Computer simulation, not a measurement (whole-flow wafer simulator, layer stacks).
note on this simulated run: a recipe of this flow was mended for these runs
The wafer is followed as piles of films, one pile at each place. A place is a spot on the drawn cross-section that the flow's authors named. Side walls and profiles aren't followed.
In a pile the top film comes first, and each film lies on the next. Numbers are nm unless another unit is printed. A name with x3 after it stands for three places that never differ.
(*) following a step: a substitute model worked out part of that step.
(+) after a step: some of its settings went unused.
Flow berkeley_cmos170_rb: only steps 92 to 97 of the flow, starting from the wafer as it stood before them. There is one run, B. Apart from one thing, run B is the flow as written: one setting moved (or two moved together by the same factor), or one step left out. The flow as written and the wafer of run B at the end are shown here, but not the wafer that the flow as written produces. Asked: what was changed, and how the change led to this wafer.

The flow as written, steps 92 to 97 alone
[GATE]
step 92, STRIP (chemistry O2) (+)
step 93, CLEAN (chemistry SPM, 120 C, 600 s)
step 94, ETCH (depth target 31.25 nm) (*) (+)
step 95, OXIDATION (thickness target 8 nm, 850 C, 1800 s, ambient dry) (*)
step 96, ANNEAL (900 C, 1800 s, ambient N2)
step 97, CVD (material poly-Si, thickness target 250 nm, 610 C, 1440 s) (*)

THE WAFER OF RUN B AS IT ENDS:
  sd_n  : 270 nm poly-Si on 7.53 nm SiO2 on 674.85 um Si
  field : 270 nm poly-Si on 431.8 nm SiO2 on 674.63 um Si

What caused this: step 97, CVD: 1555 s was run, whereas the flow has 1440 s.

The path from the change to this, step by step:
  step 97, CVD (material poly-Si, thickness target 250 nm, 610 C, 1440 s) (*)
      field, sd_n, spacer_n, gate, sd_p, spacer_p x2, contact, m1: poly-Si gains 270 (new film) (as written it would have been: poly-Si gains 250 (new film))
